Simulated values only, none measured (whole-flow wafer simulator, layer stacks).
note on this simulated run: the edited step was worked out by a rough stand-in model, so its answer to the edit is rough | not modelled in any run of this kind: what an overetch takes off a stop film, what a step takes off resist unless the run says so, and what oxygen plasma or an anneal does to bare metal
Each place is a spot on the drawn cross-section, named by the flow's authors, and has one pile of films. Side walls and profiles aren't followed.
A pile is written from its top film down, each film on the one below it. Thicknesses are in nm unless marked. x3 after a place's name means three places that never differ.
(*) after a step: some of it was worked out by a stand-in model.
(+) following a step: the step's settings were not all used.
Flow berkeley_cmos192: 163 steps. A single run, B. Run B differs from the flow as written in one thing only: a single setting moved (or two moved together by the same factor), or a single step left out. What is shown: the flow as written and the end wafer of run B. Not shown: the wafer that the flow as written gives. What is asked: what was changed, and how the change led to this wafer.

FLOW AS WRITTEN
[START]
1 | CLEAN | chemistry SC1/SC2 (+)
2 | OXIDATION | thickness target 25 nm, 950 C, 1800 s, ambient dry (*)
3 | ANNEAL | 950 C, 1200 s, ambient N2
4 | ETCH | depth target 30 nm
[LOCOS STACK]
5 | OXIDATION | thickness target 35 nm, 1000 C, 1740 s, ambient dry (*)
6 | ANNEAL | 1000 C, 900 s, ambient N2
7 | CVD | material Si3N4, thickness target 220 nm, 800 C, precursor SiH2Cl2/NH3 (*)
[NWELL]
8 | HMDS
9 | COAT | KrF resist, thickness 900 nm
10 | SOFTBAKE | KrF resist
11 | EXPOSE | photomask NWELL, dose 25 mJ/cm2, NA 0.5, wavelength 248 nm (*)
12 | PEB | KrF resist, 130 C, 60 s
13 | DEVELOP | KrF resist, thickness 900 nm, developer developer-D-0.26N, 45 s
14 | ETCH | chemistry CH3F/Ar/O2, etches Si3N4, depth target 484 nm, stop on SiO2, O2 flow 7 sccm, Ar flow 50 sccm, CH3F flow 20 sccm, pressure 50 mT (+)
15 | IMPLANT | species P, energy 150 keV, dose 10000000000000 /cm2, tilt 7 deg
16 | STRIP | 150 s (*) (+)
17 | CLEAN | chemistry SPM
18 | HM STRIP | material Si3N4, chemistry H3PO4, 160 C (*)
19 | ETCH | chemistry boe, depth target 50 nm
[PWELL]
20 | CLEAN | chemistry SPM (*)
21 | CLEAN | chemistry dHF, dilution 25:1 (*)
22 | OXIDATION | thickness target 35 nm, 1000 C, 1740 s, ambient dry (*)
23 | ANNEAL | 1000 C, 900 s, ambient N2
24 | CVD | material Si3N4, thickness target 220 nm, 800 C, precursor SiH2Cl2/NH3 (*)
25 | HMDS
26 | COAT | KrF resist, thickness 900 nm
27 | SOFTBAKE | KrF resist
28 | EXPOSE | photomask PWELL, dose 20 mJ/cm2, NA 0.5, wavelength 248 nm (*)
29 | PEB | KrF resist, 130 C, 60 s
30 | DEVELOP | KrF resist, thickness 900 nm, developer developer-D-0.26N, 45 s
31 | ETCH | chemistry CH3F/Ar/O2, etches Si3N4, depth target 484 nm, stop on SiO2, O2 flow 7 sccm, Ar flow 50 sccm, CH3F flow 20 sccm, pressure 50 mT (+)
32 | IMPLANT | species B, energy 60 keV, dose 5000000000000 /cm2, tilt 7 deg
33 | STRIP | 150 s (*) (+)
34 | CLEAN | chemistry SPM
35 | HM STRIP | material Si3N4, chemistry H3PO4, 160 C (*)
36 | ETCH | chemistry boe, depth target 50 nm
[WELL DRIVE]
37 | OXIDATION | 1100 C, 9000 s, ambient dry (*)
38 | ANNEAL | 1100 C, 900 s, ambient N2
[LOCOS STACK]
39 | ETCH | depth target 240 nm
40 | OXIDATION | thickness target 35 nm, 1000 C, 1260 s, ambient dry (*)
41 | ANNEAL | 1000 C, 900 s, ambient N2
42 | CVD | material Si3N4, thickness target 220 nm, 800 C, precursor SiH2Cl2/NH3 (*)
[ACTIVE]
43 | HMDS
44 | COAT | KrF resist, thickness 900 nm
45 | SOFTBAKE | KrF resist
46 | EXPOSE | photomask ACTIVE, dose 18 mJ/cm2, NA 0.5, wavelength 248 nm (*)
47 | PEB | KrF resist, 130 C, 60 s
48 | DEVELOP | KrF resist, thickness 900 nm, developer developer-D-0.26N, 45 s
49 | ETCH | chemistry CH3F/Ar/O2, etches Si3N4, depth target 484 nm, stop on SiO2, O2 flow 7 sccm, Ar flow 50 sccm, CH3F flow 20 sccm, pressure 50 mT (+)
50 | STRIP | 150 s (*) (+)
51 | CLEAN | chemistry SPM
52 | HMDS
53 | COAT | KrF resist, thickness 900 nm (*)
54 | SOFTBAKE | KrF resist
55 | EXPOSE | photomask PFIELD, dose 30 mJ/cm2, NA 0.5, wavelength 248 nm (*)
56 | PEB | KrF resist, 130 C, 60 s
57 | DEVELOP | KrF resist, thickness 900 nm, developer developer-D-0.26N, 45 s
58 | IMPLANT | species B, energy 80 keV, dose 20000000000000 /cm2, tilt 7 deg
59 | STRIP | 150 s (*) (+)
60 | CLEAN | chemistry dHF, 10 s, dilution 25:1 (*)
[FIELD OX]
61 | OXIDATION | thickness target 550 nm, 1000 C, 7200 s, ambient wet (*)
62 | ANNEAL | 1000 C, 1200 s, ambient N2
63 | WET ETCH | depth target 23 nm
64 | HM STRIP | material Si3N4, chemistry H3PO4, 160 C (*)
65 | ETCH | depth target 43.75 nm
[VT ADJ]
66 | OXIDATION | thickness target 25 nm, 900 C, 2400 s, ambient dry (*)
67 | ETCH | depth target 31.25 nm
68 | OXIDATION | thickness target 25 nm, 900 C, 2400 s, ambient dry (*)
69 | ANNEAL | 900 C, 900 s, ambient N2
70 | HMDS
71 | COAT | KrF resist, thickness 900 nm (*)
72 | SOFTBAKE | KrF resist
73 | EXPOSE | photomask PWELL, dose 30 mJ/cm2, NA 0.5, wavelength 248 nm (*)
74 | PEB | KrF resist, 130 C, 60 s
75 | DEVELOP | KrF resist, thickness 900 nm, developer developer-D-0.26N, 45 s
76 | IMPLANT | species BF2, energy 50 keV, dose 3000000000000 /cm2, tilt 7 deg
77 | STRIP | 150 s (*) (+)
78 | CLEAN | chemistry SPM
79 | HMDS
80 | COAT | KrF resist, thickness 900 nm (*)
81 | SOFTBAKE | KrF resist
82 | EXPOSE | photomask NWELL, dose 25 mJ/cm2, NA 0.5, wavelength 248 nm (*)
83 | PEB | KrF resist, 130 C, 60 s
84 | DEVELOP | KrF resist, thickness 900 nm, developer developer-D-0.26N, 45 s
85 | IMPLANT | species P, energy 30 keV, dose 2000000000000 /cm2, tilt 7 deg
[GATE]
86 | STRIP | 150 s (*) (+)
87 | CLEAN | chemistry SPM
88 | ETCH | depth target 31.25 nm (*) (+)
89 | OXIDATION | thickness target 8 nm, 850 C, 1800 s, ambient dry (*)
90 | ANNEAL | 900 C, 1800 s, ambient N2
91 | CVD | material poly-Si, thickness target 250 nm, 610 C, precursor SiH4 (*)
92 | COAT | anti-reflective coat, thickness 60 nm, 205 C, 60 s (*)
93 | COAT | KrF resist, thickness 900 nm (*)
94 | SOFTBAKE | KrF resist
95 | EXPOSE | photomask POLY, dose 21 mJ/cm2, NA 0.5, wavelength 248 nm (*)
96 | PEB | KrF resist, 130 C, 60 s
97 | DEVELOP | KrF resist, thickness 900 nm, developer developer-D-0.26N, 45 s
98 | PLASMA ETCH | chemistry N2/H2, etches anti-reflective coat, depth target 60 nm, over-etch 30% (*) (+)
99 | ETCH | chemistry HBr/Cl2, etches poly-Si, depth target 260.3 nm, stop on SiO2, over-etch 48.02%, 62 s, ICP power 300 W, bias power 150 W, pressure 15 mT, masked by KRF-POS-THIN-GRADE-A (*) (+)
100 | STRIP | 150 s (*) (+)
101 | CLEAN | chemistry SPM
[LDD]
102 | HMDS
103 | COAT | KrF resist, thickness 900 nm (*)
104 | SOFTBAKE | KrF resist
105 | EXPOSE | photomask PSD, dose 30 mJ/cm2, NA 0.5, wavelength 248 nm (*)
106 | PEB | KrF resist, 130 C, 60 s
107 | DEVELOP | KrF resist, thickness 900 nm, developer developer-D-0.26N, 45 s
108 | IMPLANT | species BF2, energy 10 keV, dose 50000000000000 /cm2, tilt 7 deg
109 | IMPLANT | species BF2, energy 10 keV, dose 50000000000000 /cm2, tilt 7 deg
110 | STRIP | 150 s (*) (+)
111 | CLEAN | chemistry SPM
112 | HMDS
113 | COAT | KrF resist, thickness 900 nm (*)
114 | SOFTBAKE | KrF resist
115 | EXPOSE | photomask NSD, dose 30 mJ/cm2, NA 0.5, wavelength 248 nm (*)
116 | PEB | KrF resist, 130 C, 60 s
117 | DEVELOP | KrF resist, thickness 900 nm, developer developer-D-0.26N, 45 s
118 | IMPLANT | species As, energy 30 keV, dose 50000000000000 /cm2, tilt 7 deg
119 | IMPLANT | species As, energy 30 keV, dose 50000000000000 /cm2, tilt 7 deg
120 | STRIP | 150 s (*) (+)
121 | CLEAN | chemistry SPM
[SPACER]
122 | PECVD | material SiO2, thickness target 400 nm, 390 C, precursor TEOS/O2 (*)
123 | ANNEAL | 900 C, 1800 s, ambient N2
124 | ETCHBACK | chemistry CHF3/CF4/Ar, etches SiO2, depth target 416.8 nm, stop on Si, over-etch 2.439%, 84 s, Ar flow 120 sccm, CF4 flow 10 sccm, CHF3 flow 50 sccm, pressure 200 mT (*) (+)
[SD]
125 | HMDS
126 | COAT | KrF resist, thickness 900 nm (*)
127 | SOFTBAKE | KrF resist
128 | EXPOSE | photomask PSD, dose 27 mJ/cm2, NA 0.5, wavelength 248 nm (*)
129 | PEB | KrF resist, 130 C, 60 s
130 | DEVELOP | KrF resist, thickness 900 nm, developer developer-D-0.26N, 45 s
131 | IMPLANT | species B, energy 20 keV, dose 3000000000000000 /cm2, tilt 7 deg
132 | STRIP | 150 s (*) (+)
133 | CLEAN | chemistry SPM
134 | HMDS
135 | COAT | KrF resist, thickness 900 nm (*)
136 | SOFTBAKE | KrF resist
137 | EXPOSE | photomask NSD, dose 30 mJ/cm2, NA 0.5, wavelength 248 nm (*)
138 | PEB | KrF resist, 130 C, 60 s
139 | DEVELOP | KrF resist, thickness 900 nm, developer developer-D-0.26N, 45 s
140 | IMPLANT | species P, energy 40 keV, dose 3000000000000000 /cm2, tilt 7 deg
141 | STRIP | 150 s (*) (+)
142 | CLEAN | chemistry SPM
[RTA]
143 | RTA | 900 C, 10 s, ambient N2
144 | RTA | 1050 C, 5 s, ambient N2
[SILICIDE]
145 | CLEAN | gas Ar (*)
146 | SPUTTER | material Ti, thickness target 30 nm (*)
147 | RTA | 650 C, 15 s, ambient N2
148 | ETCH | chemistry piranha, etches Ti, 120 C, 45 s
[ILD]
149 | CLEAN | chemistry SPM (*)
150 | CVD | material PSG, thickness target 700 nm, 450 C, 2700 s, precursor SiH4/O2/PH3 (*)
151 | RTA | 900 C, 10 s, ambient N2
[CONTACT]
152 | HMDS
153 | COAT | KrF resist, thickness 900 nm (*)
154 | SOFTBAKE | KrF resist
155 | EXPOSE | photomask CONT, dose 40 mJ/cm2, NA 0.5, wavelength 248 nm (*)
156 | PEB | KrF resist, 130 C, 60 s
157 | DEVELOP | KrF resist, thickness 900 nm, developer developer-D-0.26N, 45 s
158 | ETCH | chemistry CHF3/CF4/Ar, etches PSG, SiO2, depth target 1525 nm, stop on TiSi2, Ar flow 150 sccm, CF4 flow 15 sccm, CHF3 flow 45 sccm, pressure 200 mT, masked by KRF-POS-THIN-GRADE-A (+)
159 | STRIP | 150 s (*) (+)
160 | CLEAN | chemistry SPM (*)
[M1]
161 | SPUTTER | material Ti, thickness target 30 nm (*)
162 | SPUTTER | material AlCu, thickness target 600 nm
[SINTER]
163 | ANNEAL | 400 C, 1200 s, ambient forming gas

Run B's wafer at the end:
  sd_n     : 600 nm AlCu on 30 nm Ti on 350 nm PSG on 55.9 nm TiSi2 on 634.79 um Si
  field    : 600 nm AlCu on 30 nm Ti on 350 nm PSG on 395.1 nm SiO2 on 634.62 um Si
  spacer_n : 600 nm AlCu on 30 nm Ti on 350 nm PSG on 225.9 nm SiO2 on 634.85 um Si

The reason: step 150, CVD: thickness target 350 nm was run, though the flow has thickness target 700 nm.
The wafer lets one read it off: sd_n has PSG 350, and step 150 as written asks for 700 nm.

The path from the change to this, step by step:
  150 | CVD | material PSG, thickness target 700 nm, 450 C, 2700 s, precursor SiH4/O2/PH3 (*)
      field, sd_n, spacer_n, gate, spacer_p, gate_p, contact, m1: +350 PSG (new film) (in the flow as written it would be: +700 PSG (new film))
      sd_p: +335.5 PSG (new film) (in the flow as written it would be: +665.5 PSG (new film))
  153 | COAT | KrF resist, thickness 900 nm (*)
      sd_p: +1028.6 KrF resist (new film) (in the flow as written it would be: +1051.6 KrF resist (new film))
  158 | ETCH | chemistry CHF3/CF4/Ar, etches PSG, SiO2, depth target 1525 nm, stop on TiSi2, Ar flow 150 sccm, CF4 flow 15 sccm, CHF3 flow 45 sccm, pressure 200 mT, masked by KRF-POS-THIN-GRADE-A (+)
      field, sd_n, spacer_n, gate, sd_p, spacer_p, gate_p, m1: -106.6 KrF resist (in the flow as written it would be: -194.1 KrF resist)
      contact: -350 PSG (all of it), -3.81 TiSi2 (in the flow as written it would be: -700 PSG (all of it), -3.81 TiSi2)
  159 | STRIP | 150 s (*) (+)
      field: -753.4 KrF resist (all of it) (in the flow as written it would be: -671.6 KrF resist (all of it))
      sd_n: -877.1 KrF resist (all of it) (in the flow as written it would be: -792.3 KrF resist (all of it))
      (also at 6 further places)
  161 | SPUTTER | material Ti, thickness target 30 nm (*)
      contact: +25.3 Ti (new film) (in the flow as written it would be: +21.1 Ti (new film))
  162 | SPUTTER | material AlCu, thickness target 600 nm
      contact: +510 AlCu (new film) (in the flow as written it would be: +410.9 AlCu (new film))
